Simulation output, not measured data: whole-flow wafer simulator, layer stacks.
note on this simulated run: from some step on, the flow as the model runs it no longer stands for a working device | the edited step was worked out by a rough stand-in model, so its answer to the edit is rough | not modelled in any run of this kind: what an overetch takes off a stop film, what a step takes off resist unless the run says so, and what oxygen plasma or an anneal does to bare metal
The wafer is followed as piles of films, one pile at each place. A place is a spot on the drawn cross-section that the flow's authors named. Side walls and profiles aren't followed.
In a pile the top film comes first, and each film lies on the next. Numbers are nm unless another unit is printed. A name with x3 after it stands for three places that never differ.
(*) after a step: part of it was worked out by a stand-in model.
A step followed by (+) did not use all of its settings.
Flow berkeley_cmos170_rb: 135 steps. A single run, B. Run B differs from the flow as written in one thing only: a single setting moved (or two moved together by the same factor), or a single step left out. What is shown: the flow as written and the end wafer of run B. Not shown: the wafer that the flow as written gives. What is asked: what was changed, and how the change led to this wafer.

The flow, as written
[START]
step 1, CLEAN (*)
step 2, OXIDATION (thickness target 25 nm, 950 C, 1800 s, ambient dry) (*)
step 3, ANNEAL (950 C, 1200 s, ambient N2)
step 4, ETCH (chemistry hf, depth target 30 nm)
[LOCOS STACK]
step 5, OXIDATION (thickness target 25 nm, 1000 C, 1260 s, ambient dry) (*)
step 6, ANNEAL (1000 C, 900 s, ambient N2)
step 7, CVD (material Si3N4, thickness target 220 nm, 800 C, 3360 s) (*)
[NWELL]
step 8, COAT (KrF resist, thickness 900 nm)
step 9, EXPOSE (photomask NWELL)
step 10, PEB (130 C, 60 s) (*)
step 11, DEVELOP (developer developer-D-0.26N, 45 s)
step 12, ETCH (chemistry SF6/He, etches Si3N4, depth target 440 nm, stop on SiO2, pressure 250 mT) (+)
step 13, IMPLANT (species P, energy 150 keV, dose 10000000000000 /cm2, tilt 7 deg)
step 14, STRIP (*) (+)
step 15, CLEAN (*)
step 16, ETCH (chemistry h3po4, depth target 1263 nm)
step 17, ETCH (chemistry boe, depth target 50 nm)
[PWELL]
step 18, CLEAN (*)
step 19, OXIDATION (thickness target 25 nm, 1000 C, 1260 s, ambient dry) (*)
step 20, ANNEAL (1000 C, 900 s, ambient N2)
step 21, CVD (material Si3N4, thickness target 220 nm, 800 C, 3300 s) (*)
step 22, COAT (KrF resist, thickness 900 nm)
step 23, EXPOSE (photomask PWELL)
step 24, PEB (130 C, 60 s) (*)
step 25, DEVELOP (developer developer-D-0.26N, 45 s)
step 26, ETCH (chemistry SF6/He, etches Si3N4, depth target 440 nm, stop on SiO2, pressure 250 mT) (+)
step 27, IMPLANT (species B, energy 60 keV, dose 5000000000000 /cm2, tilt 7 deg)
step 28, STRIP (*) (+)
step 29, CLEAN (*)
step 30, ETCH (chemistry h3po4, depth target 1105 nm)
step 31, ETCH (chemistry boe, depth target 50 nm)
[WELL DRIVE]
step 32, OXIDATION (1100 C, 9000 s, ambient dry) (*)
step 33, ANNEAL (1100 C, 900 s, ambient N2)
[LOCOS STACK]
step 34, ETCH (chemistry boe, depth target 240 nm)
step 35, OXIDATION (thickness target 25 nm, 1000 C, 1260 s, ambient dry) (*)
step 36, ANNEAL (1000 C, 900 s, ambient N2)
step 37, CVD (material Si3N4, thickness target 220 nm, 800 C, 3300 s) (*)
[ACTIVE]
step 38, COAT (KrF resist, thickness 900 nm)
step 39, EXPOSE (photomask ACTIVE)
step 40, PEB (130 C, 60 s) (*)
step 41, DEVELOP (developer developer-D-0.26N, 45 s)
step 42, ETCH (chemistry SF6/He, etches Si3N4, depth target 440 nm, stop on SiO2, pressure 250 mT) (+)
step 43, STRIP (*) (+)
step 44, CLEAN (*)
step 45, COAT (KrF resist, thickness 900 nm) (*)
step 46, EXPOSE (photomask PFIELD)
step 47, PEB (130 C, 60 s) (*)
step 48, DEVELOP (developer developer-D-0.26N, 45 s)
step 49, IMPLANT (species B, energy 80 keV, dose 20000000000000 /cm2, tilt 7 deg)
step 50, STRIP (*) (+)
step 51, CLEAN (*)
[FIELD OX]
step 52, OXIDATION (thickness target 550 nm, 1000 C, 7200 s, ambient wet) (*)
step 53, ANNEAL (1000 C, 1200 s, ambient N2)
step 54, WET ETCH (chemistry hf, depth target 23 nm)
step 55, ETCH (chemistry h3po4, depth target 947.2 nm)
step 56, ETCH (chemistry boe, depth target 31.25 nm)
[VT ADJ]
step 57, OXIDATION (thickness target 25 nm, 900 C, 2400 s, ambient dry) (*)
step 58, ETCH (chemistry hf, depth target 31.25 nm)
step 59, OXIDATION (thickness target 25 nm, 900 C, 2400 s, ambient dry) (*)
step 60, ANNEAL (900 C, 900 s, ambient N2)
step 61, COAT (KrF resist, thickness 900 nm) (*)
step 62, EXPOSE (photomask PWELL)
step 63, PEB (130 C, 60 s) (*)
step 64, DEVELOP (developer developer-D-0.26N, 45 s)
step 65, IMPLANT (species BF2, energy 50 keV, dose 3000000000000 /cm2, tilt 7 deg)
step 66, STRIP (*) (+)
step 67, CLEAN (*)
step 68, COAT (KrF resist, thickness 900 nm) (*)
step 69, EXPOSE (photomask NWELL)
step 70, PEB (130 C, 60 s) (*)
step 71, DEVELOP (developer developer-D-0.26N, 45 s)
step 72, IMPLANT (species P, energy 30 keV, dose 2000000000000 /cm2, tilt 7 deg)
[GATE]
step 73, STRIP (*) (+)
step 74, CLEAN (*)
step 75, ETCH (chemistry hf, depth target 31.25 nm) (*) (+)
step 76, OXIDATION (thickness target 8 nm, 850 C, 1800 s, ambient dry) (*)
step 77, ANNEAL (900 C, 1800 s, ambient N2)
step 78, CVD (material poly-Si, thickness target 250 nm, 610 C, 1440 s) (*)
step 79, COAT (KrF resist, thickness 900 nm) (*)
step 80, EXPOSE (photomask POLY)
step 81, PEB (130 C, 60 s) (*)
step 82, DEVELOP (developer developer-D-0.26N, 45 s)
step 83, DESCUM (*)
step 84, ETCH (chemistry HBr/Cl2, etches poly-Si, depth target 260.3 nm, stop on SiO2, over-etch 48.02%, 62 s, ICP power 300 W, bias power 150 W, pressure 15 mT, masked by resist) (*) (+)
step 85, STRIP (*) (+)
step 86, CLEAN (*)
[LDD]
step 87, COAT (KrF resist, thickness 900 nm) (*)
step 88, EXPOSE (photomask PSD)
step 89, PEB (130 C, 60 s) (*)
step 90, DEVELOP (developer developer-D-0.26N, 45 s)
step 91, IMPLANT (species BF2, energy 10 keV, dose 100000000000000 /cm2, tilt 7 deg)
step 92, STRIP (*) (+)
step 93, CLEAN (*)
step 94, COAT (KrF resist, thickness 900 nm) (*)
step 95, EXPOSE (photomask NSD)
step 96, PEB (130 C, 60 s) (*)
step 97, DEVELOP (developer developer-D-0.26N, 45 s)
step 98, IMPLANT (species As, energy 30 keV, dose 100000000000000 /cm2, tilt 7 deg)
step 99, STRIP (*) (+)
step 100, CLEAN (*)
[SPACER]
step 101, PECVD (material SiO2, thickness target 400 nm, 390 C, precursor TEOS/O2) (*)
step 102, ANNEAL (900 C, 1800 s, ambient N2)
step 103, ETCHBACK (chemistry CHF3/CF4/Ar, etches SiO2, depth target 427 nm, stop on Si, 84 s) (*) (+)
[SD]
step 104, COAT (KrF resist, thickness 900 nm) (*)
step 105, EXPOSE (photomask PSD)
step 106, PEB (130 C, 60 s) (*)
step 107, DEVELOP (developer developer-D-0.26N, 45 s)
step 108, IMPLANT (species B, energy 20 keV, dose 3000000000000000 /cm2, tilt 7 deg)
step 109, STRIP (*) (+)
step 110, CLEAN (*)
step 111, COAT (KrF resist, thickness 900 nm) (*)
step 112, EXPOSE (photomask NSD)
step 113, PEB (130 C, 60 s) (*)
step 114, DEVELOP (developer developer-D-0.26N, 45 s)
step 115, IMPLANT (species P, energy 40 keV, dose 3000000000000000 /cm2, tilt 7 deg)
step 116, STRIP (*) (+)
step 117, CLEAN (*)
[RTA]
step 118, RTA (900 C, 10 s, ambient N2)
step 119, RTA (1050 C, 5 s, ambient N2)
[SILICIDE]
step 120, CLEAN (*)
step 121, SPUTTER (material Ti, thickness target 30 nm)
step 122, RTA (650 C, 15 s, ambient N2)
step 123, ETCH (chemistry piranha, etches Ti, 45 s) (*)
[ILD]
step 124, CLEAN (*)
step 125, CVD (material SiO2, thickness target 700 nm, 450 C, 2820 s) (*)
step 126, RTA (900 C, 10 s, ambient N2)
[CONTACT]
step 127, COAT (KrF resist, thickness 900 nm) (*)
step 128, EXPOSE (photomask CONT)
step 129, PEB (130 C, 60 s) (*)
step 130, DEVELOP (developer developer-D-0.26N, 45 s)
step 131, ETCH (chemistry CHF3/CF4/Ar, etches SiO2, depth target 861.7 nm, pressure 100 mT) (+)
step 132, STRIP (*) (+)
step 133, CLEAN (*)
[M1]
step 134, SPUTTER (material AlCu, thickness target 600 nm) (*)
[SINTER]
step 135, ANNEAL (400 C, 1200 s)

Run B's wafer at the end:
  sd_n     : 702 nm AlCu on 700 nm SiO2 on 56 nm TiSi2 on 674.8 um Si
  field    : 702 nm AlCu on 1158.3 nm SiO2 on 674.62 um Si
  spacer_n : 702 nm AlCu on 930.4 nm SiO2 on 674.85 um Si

What caused this: step 134, SPUTTER: thickness target 702 nm was run, whereas the flow has thickness target 600 nm.
The wafer itself shows it: sd_n has AlCu 702, and step 134 as written asks for 600 nm.

Step by step, how the change led to this:
  step 134, SPUTTER (material AlCu, thickness target 600 nm) (*)
      field, sd_n, spacer_n, gate, spacer_p, gate_p, m1: AlCu gains 702 (new film) (it would be, as written: AlCu gains 600 (new film))
      sd_p: AlCu gains 643.8 (new film) (it would be, as written: AlCu gains 545.9 (new film))
      (and at 1 other place as well)
